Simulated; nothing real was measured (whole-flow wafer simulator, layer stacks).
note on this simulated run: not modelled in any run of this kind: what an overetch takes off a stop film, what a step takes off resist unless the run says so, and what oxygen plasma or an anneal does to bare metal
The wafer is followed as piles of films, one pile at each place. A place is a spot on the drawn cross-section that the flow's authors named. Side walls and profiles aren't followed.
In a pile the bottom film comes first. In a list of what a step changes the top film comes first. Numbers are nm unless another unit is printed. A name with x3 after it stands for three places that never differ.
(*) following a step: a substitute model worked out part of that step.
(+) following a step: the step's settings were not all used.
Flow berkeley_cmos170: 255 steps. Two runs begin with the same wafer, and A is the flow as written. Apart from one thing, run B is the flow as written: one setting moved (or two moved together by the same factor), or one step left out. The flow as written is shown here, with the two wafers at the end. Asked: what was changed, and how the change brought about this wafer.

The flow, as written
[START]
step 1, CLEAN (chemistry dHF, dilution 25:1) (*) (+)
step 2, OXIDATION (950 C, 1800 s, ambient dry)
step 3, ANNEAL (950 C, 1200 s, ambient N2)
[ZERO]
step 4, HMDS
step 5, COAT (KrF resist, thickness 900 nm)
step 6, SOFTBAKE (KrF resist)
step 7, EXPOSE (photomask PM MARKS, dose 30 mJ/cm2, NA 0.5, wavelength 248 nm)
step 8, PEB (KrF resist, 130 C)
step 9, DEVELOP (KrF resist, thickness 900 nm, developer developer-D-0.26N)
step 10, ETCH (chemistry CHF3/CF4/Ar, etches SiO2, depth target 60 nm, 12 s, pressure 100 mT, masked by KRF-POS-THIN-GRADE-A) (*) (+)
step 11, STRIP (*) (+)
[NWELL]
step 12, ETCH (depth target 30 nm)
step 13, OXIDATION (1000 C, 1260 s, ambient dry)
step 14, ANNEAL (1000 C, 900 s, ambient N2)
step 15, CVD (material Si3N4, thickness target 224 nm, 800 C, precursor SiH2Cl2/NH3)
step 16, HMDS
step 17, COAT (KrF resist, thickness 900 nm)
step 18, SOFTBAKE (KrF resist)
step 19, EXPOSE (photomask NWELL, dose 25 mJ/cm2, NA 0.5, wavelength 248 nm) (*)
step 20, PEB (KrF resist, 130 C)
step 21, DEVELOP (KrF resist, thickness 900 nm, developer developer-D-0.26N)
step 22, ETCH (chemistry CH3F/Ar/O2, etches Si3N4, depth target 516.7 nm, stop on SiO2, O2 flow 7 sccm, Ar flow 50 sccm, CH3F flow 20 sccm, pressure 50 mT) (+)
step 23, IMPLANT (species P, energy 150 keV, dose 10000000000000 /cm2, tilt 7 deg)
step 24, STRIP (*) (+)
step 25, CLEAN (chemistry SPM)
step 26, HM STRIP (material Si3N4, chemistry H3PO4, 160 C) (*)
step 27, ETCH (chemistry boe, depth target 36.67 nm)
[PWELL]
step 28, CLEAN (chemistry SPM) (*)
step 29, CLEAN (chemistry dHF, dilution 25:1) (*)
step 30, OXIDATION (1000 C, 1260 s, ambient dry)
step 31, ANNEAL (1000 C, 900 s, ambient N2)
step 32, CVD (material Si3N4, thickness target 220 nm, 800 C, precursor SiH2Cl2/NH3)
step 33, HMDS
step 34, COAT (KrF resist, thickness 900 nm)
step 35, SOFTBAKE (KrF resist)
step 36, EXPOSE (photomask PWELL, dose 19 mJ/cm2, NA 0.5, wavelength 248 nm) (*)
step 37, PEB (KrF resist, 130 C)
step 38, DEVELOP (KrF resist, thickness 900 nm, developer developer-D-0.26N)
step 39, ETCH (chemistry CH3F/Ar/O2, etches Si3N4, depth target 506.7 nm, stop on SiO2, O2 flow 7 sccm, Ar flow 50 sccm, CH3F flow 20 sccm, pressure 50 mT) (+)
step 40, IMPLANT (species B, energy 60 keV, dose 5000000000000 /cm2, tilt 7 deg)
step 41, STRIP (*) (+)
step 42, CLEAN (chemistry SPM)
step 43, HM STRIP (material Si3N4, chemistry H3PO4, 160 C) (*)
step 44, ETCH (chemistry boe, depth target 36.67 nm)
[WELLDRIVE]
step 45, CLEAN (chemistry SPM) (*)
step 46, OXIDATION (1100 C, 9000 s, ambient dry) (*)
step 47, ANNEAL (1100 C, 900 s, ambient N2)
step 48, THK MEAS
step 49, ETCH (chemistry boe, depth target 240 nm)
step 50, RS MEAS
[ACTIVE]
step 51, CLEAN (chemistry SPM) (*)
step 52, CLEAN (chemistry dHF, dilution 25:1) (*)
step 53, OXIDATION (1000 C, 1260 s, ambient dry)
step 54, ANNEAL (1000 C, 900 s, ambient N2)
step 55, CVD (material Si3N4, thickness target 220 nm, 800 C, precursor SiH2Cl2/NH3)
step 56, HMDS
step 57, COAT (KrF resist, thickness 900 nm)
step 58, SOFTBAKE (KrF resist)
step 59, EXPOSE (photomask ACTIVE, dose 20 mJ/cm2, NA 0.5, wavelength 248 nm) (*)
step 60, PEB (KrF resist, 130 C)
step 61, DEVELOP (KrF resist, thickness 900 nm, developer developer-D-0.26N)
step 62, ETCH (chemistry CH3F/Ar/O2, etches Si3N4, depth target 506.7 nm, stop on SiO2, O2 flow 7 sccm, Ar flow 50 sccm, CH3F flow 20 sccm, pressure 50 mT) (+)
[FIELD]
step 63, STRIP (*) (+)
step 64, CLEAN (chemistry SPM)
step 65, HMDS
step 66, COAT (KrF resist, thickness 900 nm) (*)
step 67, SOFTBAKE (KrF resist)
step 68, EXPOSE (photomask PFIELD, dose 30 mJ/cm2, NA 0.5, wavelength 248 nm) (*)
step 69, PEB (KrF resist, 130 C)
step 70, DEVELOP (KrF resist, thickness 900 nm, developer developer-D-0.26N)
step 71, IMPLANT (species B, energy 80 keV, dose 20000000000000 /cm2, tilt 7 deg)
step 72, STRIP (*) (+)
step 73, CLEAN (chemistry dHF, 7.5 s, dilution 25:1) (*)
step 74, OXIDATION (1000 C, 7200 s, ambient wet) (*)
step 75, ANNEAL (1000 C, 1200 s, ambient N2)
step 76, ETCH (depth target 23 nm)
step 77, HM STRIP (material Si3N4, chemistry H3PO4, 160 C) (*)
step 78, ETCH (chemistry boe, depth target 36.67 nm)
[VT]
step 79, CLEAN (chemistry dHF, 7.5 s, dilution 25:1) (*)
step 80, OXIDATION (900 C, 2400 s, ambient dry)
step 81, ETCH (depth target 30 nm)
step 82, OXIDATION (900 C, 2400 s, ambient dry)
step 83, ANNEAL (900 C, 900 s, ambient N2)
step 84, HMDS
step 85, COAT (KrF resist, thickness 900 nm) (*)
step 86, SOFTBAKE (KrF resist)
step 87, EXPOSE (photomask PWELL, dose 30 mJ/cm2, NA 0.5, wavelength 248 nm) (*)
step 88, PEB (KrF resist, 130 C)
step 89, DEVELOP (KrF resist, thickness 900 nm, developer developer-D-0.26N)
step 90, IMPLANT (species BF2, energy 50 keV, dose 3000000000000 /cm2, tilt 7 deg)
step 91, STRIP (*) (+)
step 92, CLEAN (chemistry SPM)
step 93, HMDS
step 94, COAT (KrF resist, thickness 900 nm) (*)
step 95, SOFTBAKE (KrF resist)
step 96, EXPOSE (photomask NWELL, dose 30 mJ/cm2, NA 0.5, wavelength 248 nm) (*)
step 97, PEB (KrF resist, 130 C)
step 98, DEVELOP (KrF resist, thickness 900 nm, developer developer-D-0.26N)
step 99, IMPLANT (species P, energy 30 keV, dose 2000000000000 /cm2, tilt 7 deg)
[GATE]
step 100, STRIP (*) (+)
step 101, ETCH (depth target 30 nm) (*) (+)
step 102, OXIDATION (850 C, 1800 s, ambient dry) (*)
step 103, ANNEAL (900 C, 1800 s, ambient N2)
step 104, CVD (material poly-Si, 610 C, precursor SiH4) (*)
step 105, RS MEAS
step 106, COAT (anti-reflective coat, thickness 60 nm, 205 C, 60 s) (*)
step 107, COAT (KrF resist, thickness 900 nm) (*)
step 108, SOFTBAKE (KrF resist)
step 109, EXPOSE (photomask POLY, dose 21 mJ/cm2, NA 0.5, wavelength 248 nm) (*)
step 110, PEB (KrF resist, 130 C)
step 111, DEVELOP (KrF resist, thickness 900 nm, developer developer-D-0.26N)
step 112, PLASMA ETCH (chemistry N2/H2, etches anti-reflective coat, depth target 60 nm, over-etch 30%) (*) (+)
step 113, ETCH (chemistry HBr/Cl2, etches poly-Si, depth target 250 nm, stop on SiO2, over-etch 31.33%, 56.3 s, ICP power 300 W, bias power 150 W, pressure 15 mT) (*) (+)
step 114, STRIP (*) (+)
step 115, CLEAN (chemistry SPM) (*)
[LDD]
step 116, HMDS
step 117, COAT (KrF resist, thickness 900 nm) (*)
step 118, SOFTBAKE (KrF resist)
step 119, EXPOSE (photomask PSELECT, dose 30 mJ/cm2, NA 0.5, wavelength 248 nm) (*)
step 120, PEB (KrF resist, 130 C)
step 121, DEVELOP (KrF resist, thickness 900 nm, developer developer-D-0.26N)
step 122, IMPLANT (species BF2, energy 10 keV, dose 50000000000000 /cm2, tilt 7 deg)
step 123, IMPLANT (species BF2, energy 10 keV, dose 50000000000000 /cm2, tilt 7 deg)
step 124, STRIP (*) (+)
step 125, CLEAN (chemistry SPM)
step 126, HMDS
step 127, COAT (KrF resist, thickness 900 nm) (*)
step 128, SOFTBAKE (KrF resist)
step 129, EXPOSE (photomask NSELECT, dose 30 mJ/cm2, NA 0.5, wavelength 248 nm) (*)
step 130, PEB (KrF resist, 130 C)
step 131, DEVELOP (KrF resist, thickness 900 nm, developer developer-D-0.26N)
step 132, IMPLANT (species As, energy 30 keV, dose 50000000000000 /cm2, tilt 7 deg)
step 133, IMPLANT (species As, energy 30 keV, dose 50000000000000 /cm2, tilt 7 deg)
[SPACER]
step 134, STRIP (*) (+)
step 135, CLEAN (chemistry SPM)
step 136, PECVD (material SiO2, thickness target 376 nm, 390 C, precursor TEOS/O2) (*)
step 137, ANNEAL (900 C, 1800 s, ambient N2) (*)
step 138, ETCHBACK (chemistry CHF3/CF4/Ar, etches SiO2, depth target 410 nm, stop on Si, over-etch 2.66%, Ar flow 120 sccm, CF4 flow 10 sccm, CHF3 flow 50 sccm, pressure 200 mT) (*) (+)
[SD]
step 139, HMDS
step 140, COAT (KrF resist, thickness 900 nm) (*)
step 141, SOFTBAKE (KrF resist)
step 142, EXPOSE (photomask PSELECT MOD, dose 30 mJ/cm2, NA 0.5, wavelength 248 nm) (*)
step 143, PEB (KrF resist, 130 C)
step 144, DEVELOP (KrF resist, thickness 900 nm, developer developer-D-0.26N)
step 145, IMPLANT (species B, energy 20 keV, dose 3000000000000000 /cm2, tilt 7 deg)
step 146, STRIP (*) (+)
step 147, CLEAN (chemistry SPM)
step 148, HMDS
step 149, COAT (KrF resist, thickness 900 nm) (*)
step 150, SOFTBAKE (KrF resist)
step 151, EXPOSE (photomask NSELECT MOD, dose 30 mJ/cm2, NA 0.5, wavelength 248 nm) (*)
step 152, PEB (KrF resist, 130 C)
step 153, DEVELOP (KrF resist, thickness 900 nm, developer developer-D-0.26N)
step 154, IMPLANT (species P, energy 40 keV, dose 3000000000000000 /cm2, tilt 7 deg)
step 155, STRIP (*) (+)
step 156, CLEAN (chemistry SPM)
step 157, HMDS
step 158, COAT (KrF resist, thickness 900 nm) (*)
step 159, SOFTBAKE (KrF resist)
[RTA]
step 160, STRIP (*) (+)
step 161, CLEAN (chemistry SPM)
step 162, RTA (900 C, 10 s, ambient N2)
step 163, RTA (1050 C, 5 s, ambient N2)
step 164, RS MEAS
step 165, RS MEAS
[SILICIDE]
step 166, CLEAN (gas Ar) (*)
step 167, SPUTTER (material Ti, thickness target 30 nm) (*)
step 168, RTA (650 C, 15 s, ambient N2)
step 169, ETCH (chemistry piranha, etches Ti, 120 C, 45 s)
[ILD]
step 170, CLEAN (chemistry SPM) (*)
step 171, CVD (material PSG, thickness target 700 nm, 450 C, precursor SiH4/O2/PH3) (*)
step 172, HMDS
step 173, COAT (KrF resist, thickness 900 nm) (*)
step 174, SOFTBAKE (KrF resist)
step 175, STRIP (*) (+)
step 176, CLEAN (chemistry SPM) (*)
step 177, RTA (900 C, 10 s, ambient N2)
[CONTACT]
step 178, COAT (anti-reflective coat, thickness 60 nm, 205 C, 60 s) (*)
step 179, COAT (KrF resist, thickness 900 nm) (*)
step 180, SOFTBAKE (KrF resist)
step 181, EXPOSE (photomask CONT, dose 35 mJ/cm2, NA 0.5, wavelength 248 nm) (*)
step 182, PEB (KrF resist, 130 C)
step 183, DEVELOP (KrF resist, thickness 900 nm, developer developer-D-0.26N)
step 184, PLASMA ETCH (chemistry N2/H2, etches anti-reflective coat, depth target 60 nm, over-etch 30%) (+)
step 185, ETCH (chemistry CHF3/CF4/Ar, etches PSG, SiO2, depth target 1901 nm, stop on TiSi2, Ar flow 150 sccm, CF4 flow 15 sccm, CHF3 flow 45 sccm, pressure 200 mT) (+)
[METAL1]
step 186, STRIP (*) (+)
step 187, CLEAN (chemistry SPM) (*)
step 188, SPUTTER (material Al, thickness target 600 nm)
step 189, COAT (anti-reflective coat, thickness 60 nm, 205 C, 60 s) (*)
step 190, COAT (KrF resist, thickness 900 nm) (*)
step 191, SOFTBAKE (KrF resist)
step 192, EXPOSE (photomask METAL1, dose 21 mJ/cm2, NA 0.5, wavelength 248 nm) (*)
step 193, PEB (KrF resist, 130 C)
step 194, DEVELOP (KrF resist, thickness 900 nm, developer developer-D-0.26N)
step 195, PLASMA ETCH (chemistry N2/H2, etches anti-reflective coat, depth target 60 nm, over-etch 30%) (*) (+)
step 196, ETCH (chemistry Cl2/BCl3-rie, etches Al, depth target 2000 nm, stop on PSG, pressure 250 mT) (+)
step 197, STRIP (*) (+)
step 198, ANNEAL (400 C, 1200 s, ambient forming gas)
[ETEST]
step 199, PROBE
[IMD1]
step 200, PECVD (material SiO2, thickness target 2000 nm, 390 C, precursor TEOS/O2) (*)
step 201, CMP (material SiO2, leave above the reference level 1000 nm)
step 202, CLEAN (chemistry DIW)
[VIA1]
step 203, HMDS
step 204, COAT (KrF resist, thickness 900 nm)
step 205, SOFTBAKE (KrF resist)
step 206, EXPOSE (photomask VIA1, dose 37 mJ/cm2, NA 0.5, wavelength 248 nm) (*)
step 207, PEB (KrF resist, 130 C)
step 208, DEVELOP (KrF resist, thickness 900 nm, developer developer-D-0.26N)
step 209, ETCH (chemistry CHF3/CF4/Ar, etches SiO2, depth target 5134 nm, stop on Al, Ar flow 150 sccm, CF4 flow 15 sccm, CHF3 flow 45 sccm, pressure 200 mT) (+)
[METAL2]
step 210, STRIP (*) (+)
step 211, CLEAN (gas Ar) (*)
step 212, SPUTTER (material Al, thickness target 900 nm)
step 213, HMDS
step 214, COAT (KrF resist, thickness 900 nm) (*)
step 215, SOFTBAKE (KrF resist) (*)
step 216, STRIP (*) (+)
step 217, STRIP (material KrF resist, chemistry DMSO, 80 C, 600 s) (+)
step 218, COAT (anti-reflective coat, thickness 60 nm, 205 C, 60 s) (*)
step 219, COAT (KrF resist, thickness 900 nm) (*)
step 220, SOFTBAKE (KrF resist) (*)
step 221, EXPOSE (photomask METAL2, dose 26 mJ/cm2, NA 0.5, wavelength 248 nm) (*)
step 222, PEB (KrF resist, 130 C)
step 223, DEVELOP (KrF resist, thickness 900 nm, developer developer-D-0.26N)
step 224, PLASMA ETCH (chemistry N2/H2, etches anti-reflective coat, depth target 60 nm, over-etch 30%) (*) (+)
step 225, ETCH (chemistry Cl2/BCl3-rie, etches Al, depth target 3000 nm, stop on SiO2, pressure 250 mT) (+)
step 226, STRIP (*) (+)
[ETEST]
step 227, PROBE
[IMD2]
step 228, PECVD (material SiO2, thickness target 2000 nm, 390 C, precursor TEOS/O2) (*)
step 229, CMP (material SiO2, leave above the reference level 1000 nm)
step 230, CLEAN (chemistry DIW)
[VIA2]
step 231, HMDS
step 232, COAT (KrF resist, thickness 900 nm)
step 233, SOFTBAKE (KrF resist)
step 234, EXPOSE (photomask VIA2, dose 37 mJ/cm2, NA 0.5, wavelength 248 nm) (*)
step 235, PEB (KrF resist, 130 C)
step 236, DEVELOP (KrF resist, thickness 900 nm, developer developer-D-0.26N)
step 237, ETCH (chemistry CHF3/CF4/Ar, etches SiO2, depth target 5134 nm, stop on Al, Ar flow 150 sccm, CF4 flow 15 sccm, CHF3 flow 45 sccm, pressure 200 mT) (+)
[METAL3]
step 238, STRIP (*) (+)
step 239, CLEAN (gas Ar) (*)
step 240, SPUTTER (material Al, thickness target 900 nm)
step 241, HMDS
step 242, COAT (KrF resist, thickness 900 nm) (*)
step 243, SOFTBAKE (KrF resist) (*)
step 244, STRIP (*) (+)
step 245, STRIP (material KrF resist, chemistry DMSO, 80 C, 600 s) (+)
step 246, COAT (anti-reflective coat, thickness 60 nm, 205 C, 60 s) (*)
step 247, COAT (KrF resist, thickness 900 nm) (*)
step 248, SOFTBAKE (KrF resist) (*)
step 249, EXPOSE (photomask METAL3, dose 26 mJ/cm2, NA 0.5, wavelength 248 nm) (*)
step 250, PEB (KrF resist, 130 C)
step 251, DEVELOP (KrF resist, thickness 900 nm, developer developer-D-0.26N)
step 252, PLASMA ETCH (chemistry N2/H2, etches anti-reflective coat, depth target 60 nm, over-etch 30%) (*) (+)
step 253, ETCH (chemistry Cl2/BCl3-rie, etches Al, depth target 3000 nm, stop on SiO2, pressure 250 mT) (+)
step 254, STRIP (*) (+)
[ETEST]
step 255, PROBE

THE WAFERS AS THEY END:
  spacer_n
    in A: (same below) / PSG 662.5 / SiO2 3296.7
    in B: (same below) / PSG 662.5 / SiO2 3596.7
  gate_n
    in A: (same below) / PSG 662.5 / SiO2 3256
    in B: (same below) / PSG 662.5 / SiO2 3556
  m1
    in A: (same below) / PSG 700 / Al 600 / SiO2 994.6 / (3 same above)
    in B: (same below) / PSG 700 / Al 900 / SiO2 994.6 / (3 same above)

The reason: step 188, SPUTTER: thickness target 900 nm was run, while the flow as written has thickness target 600 nm.
The wafer lets one read it off: m1 has Al 900, and step 188 as written asks for 600 nm.

The path from the change to this, step by step:
  step 188, SPUTTER (material Al, thickness target 600 nm)
      field, sd_n, spacer_n and 7 more: A Al gains 600 (new film) | B Al gains 900 (new film)
      sd_p: A Al gains 573.8 (new film) | B Al gains 870.5 (new film)
      (also at 1 further place)
  step 189, COAT (anti-reflective coat, thickness 60 nm, 205 C, 60 s) (*)
      sd_n: A anti-reflective coat gains 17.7 (new film) | B anti-reflective coat gains 29.8 (new film)
      contact: A anti-reflective coat gains 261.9 (new film) | B anti-reflective coat gains 310.1 (new film)
      (also at 1 further place)
  step 190, COAT (KrF resist, thickness 900 nm) (*)
      sd_n: A KrF resist gains 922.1 (new film) | B KrF resist gains 891.4 (new film)
  step 194, DEVELOP (KrF resist, thickness 900 nm, developer developer-D-0.26N)
      sd_n: A KrF resist loses 920.6 (all of it) | B KrF resist loses 890 (all of it)
  step 195, PLASMA ETCH (chemistry N2/H2, etches anti-reflective coat, depth target 60 nm, over-etch 30%) (*) (+)
      sd_n: A anti-reflective coat loses 17.7 (all of it) | B anti-reflective coat loses 29.8 (all of it)
  step 196, ETCH (chemistry Cl2/BCl3-rie, etches Al, depth target 2000 nm, stop on PSG, pressure 250 mT) (+)
      field, sd_n, spacer_n, gate_n, spacer_p, gate_p: A Al loses 600 (all of it), PSG loses 37.5 | B Al loses 900 (all of it), PSG loses 37.5
      contact, m1, via1, m2, via2: A KrF resist loses 450 | B KrF resist loses 600
      (also at 1 further place)
  step 197, STRIP (*) (+)
      contact: A KrF resist loses 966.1 (all of it), anti-reflective coat loses 261.9 (all of it) | B KrF resist loses 841 (all of it), anti-reflective coat loses 310.1 (all of it)
      m1: A KrF resist loses 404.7 (all of it), anti-reflective coat loses 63 (all of it) | B KrF resist loses 250.6 (all of it), anti-reflective coat loses 63.4 (all of it)
      (also at 3 further places)
  step 201, CMP (material SiO2, leave above the reference level 1000 nm)
      contact: A SiO2 loses 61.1 | B nothing
      spacer_n, spacer_p: A SiO2 loses 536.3 | B SiO2 loses 236.3
      (also at 5 further places)
  step 204, COAT (KrF resist, thickness 900 nm)
      contact: A KrF resist gains 900 (new film) | B KrF resist gains 920.5 (new film)
  step 210, STRIP (*) (+)
      contact: A KrF resist loses 608.9 (all of it) | B KrF resist loses 629.4 (all of it)
  step 214, COAT (KrF resist, thickness 900 nm) (*)
      contact: A KrF resist gains 889.8 (new film) | B KrF resist gains 910.4 (new film)
  step 216, STRIP (*) (+)
      contact: A KrF resist loses 889.8 (all of it) | B KrF resist loses 910.4 (all of it)
  step 218, COAT (anti-reflective coat, thickness 60 nm, 205 C, 60 s) (*)
      sd_n: A anti-reflective coat gains 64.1 (new film) | B anti-reflective coat gains 56.5 (new film)
      contact: A anti-reflective coat gains 62.1 (new film) | B anti-reflective coat gains 73.3 (new film)
  step 224, PLASMA ETCH (chemistry N2/H2, etches anti-reflective coat, depth target 60 nm, over-etch 30%) (*) (+)
      contact, m1, via1, m2, via2: A KrF resist loses 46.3 | B KrF resist loses 43.5
      sd_n: A anti-reflective coat loses 64.1 (all of it) | B anti-reflective coat loses 56.5 (all of it)
  step 226, STRIP (*) (+)
      contact: A KrF resist loses 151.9 (all of it), anti-reflective coat loses 62.1 (all of it) | B KrF resist loses 163.2 (all of it), anti-reflective coat loses 73.3 (all of it)
  step 229, CMP (material SiO2, leave above the reference level 1000 nm)
      contact: A SiO2 loses 1000 | B SiO2 loses 974.7
